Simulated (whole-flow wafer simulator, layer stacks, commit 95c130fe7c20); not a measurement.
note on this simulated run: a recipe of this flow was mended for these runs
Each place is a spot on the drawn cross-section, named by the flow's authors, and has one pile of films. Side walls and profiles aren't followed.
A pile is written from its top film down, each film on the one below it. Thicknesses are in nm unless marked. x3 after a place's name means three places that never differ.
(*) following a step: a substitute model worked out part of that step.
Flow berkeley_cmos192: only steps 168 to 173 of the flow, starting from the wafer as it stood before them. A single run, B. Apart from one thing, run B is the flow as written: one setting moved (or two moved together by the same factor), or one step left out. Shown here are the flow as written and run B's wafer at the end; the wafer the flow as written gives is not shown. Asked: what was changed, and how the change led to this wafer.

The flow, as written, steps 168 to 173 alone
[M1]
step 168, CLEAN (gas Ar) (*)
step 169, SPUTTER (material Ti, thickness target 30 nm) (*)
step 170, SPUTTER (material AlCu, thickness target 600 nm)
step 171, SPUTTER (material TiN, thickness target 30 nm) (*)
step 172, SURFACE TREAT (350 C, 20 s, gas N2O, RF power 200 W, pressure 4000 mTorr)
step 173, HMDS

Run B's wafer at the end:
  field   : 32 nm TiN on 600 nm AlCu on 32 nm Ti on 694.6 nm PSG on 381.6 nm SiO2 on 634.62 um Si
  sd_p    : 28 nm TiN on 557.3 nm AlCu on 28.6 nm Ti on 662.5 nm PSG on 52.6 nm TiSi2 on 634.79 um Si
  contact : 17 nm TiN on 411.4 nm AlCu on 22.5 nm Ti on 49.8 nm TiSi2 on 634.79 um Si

What caused this: step 169, SPUTTER: thickness target 32 nm was run, whereas the flow has thickness target 30 nm; step 171, SPUTTER: thickness target 32 nm was run, where the flow has thickness target 30 nm.
One can read it off the wafer: field has Ti 32, and step 169 as written asks for 30 nm.

The path from the change to this, step by step:
  step 169, SPUTTER (material Ti, thickness target 30 nm) (*)
      field, sd_n, spacer_n, gate, spacer_p, gate_p, m1: +32 Ti (new film) (in the flow as written it would be: +30 Ti (new film))
      sd_p: +28.6 Ti (new film) (in the flow as written it would be: +26.8 Ti (new film))
      (and at 1 other place as well)
  step 171, SPUTTER (material TiN, thickness target 30 nm) (*)
      field, sd_n, spacer_n, gate, spacer_p, gate_p, m1: +32 TiN (new film) (in the flow as written it would be: +30 TiN (new film))
      sd_p: +28 TiN (new film) (in the flow as written it would be: +26.2 TiN (new film))
      (and at 1 other place as well)
